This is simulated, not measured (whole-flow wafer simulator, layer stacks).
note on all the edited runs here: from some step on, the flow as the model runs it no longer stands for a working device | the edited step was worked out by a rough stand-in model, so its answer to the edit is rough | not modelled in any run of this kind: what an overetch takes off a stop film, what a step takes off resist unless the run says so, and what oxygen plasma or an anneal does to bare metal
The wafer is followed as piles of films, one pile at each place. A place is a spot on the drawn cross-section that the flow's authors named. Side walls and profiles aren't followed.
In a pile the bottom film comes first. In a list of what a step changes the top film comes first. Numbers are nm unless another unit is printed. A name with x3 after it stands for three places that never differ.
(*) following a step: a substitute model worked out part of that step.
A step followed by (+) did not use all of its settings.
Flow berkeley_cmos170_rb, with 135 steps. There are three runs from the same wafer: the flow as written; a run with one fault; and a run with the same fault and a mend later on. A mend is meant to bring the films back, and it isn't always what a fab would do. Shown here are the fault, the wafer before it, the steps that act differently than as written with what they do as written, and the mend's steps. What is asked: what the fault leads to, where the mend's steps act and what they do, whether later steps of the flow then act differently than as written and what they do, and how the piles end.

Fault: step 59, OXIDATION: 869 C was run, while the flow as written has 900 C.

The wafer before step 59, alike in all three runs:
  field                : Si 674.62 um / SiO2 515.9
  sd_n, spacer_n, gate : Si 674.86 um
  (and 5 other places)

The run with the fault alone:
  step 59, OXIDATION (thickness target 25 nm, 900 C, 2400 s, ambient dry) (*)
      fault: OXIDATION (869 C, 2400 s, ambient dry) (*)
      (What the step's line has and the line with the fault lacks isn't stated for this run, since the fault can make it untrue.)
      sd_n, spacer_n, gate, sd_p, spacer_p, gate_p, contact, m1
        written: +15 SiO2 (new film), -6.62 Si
        fault: +11 SiO2 (new film), -4.83 Si
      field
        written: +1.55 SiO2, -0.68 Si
        fault: +0.87 SiO2, -0.38 Si
  Steps further on in the flow that do not act as written (30 other steps are not shown; they differ only slightly, by no more than 2% or 0.5 nm, whichever is larger):
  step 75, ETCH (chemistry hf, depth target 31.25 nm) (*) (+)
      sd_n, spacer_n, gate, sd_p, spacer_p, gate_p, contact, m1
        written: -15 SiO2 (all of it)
        fault: -11 SiO2 (all of it)
  When the end is reached, the piles differ only a little from the flow's at the places that both follow, at most by 2% or 0.5 nm, whichever is larger.

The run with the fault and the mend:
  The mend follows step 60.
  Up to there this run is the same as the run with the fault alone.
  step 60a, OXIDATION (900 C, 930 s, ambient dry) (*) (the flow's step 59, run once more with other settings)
      sd_n, spacer_n, gate, sd_p, spacer_p, gate_p, contact, m1
        +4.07 SiO2, -1.79 Si
      field
        +0.6 SiO2, -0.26 Si
  None of the later steps of the flow differs from how it acts as written, at any place that is followed, by more than 2% or 0.5 nm, whichever is larger.
  When the end is reached, the piles differ only a little from the flow's at the places that both follow, at most by 2% or 0.5 nm, whichever is larger.
